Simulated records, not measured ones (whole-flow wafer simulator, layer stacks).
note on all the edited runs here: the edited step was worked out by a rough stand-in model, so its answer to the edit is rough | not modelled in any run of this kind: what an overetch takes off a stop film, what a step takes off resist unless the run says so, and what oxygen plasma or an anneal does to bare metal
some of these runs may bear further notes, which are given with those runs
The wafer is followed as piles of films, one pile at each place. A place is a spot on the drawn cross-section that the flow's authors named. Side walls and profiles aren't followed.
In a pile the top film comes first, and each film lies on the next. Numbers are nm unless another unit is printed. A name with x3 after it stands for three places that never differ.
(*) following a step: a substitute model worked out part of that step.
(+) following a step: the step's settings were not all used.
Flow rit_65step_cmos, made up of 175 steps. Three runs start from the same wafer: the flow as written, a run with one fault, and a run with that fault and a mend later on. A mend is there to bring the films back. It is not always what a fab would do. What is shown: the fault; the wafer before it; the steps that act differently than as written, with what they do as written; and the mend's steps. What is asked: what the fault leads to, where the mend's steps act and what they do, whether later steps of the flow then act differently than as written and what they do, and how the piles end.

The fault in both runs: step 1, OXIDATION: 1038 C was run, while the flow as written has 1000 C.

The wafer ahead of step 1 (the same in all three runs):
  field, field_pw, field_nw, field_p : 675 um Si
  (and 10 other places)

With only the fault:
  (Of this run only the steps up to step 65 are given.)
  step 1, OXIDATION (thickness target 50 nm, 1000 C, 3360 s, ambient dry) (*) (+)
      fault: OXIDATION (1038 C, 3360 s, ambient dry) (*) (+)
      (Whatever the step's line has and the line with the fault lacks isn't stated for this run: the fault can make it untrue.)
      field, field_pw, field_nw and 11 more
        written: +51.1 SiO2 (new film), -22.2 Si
        fault: +72.3 SiO2 (new film), -31.5 Si
  Later steps of the flow acting differently than as written (21 more steps, not shown, differ only slightly: by at most 2% or 0.5 nm, whichever is larger):
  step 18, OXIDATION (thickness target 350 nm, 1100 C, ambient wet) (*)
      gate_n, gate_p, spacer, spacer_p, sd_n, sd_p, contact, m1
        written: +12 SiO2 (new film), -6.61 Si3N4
        fault: +12 SiO2 (new film), -6.61 Si3N4, +0.06 SiO2
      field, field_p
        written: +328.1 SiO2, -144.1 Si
        fault: +313.1 SiO2, -137.5 Si
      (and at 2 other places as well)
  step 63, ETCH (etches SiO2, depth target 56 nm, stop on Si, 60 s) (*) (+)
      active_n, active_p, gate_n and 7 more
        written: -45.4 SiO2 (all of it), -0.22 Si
        fault: -56 SiO2
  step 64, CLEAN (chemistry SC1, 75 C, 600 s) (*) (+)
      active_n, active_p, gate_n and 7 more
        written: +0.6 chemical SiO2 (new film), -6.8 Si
        fault: -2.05 SiO2
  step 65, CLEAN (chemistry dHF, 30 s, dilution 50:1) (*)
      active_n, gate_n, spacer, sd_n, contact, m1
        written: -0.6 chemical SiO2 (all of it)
        fault: -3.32 SiO2
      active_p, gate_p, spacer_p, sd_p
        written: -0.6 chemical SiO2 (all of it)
        fault: -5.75 SiO2
  The piles after step 65 differ from the flow's at active_n, active_p, gate_n and 7 more by more than 2% or 0.5 nm, whichever is larger.
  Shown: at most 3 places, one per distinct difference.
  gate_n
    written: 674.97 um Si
    fault: 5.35 nm SiO2 on 674.97 um Si
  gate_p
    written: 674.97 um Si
    fault: 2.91 nm SiO2 on 674.97 um Si
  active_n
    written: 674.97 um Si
    fault: 5.29 nm SiO2 on 674.97 um Si

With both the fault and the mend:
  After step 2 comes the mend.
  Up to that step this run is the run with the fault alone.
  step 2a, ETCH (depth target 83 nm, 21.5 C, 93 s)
      field, field_pw, field_nw and 11 more
        -72.3 SiO2 (all of it)
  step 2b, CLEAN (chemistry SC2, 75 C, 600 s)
      field, field_pw, field_nw and 11 more
        +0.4 chemical SiO2 (new film), -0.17 Si
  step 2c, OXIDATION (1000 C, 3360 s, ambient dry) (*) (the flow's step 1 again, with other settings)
      field, field_pw, field_nw and 11 more
        +51 SiO2 (new film), -0.4 chemical SiO2 (all of it), -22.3 Si
  Later steps of the flow acting differently than as written (18 more steps, not shown, differ only slightly: by at most 2% or 0.5 nm, whichever is larger):
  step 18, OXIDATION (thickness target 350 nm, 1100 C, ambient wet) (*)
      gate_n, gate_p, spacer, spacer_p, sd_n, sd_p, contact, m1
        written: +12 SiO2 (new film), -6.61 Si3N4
        mend: +12 SiO2 (new film), -6.61 Si3N4, +0.03 SiO2
  When the end is reached, the piles differ only a little from the flow's at the places that both follow, at most by 2% or 0.5 nm, whichever is larger.
